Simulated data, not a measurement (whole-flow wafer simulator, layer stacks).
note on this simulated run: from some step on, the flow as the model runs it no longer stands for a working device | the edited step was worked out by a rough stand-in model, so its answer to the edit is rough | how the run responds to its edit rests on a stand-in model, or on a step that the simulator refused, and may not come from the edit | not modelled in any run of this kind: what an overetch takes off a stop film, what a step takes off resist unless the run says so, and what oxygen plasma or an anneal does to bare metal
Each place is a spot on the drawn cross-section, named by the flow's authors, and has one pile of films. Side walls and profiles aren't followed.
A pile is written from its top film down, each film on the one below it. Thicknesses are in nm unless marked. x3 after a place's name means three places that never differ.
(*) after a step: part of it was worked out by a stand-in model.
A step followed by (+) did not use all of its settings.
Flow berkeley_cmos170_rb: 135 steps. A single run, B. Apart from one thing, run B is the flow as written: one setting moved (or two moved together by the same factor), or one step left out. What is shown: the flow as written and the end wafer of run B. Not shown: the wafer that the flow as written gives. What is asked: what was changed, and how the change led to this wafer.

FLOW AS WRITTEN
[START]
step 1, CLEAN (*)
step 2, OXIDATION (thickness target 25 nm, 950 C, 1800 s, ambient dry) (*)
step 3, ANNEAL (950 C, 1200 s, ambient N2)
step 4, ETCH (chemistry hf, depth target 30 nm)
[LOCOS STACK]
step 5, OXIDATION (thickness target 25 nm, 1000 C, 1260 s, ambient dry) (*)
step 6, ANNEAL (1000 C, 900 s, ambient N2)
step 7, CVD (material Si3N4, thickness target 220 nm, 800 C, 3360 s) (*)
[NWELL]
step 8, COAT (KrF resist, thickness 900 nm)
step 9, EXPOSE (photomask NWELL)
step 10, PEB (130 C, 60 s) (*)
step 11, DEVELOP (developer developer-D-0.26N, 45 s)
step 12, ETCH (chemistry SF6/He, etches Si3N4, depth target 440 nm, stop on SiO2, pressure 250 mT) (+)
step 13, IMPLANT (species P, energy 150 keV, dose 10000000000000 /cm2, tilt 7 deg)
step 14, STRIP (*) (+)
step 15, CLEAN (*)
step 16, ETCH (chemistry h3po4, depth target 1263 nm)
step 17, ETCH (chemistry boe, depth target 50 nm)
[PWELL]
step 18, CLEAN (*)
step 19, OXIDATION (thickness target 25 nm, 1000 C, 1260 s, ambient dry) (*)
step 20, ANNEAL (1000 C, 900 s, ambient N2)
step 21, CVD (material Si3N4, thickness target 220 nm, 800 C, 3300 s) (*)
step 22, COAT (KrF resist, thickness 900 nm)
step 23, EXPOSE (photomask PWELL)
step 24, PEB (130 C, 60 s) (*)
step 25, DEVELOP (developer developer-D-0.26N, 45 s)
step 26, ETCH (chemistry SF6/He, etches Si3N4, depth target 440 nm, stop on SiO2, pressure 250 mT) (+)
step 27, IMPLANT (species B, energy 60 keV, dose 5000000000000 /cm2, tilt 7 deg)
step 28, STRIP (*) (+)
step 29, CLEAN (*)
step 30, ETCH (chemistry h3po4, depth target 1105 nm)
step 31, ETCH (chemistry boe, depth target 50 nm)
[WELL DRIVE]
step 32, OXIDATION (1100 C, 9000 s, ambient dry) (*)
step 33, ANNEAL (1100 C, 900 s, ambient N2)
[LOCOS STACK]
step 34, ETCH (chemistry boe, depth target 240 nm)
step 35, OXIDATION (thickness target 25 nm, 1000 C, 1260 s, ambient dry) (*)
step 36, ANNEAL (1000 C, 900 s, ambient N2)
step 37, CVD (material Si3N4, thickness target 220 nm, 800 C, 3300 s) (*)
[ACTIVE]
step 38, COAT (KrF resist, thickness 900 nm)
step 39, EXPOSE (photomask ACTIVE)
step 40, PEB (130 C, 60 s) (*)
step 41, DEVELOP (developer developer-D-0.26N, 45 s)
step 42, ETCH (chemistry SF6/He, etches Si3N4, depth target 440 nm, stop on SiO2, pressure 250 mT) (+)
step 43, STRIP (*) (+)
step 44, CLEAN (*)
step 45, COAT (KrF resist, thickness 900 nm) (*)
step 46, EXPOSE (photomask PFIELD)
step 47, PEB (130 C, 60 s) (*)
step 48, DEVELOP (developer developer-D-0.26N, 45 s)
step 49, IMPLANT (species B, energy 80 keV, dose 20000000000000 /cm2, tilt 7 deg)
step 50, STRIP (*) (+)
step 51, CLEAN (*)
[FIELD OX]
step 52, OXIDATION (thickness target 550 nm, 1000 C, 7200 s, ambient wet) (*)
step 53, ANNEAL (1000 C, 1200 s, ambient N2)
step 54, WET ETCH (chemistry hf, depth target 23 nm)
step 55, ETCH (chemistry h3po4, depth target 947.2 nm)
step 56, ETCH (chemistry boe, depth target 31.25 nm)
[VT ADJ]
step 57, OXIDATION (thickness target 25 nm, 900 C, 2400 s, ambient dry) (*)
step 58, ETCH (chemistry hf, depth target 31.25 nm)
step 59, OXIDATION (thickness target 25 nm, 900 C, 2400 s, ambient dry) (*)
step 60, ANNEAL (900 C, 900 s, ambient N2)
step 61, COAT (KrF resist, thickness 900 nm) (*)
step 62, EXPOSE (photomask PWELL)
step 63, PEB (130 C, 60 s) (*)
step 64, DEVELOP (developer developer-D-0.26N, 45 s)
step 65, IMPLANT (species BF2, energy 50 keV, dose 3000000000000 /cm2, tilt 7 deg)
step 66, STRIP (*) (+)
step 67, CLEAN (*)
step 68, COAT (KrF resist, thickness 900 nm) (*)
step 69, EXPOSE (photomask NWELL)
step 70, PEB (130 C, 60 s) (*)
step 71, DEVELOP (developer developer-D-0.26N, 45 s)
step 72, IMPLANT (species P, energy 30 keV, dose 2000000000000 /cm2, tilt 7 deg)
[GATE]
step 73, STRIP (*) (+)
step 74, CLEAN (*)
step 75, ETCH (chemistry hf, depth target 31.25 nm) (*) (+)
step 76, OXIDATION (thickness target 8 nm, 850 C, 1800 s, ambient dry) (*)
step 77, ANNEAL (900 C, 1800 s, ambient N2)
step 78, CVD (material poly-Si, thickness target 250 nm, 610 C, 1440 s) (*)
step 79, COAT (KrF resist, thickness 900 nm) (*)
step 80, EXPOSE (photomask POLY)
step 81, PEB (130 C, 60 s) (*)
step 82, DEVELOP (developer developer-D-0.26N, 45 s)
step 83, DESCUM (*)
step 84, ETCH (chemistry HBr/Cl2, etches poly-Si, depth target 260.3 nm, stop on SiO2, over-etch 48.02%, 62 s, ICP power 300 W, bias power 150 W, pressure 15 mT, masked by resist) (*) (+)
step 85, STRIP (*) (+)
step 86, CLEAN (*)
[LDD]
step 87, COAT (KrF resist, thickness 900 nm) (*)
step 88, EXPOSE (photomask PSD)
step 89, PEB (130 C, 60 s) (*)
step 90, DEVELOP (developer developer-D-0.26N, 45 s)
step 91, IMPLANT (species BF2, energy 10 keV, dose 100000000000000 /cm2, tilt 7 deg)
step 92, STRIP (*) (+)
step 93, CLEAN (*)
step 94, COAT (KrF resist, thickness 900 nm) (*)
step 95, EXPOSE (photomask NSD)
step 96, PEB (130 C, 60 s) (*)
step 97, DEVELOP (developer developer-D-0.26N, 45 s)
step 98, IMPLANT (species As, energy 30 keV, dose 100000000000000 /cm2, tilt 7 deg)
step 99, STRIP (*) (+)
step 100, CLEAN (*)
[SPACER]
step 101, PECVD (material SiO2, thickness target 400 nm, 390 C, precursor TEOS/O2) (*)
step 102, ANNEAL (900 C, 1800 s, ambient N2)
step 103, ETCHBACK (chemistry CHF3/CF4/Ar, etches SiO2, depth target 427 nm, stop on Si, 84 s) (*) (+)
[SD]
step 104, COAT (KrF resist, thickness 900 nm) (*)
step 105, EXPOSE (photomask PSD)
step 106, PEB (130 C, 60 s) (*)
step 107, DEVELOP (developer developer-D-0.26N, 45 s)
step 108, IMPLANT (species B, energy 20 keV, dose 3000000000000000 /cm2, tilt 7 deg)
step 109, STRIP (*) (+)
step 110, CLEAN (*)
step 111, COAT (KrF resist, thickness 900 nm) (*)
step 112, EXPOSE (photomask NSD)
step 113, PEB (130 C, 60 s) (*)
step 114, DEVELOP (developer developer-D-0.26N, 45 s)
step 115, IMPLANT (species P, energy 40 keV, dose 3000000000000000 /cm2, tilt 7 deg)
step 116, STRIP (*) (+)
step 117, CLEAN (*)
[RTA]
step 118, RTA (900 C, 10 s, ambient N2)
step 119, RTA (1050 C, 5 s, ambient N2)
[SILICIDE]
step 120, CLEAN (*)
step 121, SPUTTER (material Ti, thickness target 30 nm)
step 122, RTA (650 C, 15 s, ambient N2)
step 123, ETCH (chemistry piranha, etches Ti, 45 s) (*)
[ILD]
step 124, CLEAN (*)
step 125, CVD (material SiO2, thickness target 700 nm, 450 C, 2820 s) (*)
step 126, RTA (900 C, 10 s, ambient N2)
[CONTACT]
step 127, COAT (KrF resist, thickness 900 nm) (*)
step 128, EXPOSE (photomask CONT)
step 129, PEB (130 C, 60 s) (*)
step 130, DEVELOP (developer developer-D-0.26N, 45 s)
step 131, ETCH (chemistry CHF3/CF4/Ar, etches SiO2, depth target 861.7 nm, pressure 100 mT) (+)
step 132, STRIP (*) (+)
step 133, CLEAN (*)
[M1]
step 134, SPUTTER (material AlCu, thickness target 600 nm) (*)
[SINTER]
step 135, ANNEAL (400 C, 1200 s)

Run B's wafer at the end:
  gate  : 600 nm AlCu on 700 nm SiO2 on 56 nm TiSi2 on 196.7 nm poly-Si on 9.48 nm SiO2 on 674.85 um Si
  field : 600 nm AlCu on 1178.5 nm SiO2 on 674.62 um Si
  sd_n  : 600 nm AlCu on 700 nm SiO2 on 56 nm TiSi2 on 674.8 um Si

Cause: step 75, ETCH: depth target 11 nm was run, whereas the flow has depth target 31.25 nm.

How this came from the change, step by step:
  step 75, ETCH (chemistry hf, depth target 31.25 nm) (*) (+)
      sd_n, spacer_n, gate, sd_p, spacer_p, gate_p, contact, m1: -11 SiO2 (it would be, as written: -15 SiO2 (all of it))
      field: -11 SiO2 (it would be, as written: -31.3 SiO2)
  step 76, OXIDATION (thickness target 8 nm, 850 C, 1800 s, ambient dry) (*)
      sd_n, spacer_n, gate, sd_p, spacer_p, gate_p, contact, m1: +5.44 SiO2, -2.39 Si (it would be, as written: +7.53 SiO2 (new film), -3.31 Si)
  step 121, SPUTTER (material Ti, thickness target 30 nm)
      sd_p: +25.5 Ti (new film) (it would be, as written: +27.1 Ti (new film))
  step 122, RTA (650 C, 15 s, ambient N2)
      sd_p: -19.9 Ti, +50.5 TiSi2 C49 (new film), -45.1 Si (it would be, as written: -21.1 Ti, +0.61 TiSi first (new film), +52.9 TiSi2 C49 (new film), -47.6 Si)
  step 126, RTA (900 C, 10 s, ambient N2)
      sd_p: under 1 film: +47.6 TiSi2 (new film), -50.5 TiSi2 C49 (all of it) (it would be, as written: under 1 film: +50.7 TiSi2 (new film), -0.61 TiSi first (all of it), -52.9 TiSi2 C49 (all of it), -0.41 Si)
